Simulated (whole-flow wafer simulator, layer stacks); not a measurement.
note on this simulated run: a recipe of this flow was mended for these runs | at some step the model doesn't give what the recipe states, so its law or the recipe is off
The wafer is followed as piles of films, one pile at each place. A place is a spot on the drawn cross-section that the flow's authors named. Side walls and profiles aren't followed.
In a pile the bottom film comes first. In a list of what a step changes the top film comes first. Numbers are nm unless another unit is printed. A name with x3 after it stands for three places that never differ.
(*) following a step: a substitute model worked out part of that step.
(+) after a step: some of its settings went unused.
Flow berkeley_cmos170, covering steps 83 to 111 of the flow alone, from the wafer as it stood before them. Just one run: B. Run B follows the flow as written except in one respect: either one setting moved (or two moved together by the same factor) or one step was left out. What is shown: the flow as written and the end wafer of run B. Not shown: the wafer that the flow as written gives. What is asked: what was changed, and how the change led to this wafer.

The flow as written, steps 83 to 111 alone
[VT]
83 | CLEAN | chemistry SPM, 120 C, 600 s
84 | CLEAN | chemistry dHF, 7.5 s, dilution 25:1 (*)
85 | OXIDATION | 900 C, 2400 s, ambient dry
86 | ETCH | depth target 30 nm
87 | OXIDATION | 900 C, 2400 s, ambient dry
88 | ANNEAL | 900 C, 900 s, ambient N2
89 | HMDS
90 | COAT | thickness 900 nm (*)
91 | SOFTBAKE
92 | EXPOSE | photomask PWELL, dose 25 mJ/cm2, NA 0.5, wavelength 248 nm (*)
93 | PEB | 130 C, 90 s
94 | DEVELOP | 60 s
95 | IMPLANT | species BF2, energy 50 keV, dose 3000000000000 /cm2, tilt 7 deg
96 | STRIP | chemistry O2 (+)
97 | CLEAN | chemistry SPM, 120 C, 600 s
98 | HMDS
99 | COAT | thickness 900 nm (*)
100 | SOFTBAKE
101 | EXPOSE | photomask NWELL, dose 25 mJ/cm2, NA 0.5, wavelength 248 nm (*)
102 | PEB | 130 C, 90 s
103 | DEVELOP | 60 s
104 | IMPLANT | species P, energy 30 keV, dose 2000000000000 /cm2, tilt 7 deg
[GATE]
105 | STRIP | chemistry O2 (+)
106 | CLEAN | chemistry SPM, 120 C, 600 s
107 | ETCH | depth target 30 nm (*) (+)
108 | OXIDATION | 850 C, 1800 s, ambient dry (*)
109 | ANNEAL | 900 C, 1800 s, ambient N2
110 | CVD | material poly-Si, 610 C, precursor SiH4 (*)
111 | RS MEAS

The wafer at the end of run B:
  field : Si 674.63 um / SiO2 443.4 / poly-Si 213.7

The reason: step 107, ETCH: depth target 15 nm was run, whereas the flow has depth target 30 nm.

Step by step, how the change led to this:
  107 | ETCH | depth target 30 nm (*) (+)
      field: SiO2 loses 15 (it would be, as written: SiO2 loses 30)
